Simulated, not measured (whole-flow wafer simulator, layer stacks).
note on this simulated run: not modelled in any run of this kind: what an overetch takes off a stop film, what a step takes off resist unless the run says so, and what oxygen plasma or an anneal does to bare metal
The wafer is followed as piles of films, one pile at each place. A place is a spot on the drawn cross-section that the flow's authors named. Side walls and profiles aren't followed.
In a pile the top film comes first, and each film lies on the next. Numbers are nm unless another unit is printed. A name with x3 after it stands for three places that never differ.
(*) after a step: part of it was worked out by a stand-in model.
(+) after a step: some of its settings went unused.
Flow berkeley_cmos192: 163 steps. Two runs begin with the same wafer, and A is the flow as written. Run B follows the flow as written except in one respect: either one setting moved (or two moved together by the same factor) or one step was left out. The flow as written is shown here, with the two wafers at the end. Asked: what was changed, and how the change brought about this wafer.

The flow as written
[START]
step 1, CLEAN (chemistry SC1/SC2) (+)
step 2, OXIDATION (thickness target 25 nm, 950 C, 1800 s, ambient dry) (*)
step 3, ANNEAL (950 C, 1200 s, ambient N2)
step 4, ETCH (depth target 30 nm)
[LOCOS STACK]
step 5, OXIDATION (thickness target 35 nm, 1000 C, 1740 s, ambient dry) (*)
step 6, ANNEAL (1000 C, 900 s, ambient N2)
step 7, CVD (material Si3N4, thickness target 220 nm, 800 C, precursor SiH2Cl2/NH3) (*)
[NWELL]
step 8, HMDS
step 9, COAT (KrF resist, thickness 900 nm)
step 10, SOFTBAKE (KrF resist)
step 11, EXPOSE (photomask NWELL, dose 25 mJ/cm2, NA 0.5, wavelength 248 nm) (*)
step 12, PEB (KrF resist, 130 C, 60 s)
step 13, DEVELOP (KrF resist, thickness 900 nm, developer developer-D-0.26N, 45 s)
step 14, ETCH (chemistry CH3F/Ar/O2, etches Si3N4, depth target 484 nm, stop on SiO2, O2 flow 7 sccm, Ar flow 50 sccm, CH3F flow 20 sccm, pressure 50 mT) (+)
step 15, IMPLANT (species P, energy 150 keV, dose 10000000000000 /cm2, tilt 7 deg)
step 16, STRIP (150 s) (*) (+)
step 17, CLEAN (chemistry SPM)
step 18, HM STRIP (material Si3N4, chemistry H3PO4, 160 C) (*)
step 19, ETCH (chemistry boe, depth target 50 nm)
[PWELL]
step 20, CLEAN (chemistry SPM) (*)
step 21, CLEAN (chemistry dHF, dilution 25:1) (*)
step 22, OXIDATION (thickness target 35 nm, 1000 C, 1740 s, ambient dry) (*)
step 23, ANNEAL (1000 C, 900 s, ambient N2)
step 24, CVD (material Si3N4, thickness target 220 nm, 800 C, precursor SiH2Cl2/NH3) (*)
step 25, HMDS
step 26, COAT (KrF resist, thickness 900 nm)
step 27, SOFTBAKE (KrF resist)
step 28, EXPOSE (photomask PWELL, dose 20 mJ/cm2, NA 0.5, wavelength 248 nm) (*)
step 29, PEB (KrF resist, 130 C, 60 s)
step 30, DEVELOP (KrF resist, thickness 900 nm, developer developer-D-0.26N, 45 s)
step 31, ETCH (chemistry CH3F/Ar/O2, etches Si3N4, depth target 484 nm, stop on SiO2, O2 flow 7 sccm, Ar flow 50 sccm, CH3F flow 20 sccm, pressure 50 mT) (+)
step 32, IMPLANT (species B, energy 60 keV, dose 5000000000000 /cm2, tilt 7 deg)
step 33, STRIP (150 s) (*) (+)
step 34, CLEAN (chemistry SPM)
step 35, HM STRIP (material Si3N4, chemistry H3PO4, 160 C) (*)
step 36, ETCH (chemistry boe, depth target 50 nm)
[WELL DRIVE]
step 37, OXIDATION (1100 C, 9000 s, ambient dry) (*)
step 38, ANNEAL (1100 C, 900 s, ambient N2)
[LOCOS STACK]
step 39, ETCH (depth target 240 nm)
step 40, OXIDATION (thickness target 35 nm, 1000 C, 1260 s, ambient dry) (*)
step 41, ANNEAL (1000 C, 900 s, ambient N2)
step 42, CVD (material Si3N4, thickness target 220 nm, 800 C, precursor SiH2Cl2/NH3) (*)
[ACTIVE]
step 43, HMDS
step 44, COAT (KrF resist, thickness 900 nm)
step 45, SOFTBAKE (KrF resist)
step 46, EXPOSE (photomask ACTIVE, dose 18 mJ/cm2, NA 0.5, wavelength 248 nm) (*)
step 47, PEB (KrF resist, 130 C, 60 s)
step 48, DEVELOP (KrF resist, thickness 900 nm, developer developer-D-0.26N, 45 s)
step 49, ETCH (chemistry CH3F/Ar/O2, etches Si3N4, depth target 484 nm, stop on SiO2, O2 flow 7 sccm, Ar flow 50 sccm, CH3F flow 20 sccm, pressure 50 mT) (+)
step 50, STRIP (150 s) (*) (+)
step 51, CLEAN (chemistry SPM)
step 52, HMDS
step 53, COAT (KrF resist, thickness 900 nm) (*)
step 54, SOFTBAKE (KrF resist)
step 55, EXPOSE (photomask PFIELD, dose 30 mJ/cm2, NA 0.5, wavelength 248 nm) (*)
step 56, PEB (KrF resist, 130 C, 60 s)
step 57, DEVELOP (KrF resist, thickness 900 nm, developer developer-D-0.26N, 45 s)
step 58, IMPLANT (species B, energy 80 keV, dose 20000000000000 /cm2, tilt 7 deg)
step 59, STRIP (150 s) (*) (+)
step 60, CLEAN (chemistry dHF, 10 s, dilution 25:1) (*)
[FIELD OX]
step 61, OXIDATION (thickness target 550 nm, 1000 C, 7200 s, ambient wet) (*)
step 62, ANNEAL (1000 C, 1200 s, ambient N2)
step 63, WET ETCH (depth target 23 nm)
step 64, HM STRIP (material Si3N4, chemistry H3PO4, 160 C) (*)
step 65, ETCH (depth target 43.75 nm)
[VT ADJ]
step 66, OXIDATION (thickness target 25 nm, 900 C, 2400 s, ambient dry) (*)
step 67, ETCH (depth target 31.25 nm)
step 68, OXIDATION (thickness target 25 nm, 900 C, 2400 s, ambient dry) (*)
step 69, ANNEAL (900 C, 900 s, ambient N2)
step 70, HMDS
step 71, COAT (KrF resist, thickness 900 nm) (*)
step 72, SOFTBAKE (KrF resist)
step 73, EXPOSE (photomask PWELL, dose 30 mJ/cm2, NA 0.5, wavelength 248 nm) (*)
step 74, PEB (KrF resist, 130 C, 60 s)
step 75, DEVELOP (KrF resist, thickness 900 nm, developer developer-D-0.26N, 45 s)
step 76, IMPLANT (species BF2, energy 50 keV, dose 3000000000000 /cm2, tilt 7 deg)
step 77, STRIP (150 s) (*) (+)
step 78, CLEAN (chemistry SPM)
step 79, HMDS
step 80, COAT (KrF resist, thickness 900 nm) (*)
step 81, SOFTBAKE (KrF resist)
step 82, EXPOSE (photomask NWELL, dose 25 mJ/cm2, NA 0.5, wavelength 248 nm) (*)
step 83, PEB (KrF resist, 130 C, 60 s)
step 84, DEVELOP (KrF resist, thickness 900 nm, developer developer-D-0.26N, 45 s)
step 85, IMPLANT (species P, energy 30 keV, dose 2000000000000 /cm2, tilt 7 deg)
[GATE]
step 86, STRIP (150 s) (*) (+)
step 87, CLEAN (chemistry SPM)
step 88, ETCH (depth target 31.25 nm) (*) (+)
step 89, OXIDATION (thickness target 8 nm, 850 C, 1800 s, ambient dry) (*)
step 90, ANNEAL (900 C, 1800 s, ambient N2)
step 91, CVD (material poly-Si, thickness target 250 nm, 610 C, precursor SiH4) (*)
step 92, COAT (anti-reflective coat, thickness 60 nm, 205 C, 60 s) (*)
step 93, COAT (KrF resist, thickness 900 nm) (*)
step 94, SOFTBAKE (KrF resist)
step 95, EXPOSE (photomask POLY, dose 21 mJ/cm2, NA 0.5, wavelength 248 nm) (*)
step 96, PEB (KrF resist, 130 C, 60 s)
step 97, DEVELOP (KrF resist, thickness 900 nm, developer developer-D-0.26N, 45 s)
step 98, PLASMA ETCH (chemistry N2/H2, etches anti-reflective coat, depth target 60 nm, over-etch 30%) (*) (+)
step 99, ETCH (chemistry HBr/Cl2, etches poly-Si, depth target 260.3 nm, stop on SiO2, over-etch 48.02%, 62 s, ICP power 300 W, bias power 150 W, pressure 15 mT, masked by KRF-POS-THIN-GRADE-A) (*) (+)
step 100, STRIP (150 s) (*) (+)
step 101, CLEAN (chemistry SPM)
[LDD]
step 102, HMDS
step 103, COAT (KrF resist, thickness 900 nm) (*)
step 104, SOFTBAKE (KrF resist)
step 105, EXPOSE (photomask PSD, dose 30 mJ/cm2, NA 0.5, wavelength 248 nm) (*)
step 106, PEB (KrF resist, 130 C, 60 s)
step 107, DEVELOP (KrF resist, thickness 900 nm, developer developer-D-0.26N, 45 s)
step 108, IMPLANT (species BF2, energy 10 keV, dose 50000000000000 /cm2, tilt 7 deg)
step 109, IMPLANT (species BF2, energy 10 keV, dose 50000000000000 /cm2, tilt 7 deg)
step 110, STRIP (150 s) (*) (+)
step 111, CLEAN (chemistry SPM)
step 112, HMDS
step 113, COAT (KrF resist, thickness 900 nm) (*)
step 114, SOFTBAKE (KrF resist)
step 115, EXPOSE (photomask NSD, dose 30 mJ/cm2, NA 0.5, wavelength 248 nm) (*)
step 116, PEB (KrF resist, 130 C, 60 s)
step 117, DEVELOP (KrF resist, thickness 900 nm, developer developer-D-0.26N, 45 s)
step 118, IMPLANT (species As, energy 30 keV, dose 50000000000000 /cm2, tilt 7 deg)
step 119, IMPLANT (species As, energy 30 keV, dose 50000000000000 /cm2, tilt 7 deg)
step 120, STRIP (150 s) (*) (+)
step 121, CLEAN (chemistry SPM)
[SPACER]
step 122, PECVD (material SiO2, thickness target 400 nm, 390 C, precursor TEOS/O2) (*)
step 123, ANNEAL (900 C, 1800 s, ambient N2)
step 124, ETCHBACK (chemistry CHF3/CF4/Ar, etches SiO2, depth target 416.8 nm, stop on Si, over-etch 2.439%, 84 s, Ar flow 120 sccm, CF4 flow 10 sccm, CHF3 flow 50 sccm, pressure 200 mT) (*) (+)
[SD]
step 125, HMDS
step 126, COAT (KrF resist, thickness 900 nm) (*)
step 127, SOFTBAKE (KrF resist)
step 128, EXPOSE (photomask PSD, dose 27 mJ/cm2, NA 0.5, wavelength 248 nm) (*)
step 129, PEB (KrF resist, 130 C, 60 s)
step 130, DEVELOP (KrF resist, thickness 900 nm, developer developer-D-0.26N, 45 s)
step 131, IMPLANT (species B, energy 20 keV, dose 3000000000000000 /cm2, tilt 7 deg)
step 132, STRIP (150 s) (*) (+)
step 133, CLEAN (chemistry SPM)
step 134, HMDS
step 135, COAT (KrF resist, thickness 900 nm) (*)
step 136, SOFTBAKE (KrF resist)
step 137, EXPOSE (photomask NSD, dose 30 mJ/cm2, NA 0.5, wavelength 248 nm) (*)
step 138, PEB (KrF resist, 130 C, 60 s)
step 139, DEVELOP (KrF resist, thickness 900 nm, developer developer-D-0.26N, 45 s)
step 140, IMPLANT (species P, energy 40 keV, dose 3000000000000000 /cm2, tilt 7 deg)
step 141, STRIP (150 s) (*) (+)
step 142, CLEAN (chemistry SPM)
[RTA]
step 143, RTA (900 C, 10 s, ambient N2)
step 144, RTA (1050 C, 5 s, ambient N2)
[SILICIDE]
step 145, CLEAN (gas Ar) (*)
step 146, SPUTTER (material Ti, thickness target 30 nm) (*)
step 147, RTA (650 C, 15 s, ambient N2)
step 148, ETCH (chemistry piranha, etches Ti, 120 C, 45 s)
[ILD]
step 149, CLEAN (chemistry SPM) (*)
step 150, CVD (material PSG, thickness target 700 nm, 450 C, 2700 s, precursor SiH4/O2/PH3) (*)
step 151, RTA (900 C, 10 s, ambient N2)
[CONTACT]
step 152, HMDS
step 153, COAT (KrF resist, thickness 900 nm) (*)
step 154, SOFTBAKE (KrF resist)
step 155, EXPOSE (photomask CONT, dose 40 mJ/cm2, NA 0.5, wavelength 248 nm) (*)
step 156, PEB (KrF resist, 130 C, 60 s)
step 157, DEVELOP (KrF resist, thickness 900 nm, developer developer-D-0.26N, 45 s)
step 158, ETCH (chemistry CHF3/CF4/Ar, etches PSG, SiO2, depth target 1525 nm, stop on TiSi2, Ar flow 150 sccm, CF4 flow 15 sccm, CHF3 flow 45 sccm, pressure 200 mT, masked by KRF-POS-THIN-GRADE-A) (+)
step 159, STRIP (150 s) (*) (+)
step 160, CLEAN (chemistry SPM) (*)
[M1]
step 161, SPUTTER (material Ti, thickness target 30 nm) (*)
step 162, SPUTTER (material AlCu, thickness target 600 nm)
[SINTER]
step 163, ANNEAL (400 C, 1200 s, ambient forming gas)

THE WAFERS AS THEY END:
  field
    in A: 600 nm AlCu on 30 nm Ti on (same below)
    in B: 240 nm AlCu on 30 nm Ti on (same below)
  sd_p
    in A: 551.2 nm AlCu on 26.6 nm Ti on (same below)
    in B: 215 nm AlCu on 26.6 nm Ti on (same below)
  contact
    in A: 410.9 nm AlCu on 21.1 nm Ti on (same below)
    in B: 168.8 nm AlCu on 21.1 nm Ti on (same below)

The reason: step 162, SPUTTER: thickness target 240 nm was run, whereas the flow has thickness target 600 nm.
The wafer lets one read it off: field has AlCu 240, and step 162 as written asks for 600 nm.

How this came from the change, step by step:
  step 162, SPUTTER (material AlCu, thickness target 600 nm)
      field, sd_n, spacer_n, gate, spacer_p, gate_p, m1: A +600 AlCu (new film) | B +240 AlCu (new film)
      sd_p: A +551.2 AlCu (new film) | B +215 AlCu (new film)
      (and at 1 other place as well)
